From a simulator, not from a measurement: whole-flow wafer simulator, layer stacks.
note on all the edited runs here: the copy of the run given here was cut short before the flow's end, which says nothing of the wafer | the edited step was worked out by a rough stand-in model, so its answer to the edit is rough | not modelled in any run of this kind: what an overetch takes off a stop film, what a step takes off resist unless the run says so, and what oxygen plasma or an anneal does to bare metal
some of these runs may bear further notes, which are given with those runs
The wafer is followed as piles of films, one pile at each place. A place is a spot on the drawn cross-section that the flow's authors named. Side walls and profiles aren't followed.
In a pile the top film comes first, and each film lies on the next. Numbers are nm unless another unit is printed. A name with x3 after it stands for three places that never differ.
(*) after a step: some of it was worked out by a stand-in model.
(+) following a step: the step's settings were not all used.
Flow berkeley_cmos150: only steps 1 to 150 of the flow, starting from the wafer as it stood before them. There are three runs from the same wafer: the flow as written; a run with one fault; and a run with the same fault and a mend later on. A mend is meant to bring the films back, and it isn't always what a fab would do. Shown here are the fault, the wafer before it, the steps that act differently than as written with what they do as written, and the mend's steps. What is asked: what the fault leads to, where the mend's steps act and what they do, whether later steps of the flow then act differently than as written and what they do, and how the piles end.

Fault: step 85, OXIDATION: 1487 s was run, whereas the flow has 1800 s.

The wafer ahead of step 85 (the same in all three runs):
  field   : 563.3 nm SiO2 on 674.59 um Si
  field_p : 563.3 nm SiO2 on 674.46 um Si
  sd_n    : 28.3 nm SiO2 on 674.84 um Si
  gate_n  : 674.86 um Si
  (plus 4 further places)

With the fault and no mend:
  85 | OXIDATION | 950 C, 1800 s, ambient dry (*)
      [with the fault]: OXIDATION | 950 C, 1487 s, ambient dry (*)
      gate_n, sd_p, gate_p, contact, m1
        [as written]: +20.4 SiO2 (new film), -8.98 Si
        [with the fault]: +18.2 SiO2 (new film), -8 Si
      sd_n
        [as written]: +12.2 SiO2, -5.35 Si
        [with the fault]: +10.3 SiO2, -4.55 Si
  Later steps of the flow acting differently than as written (21 more steps, not shown, differ only slightly: by at most 2% or 0.5 nm, whichever is larger):
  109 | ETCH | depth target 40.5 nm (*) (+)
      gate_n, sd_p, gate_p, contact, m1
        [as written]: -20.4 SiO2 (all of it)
        [with the fault]: -18.2 SiO2 (all of it)
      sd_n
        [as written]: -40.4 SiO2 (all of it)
        [with the fault]: -38.6 SiO2 (all of it)
  When the end is reached, the piles differ only a little from the flow's at the places that both follow, at most by 2% or 0.5 nm, whichever is larger.

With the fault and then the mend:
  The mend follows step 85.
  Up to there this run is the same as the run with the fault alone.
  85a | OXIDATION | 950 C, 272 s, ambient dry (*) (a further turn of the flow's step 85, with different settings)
      gate_n, sd_p, gate_p, contact, m1
        +2.3 SiO2, -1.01 Si
      field, field_p
        +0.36 SiO2, -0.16 Si
      sd_n
        +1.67 SiO2, -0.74 Si
  Later steps of the flow that are run all act as written at every place that is followed, up to a difference of at most 2% or 0.5 nm, whichever is larger.
  When the end is reached, the piles differ only a little from the flow's at the places that both follow, at most by 2% or 0.5 nm, whichever is larger.
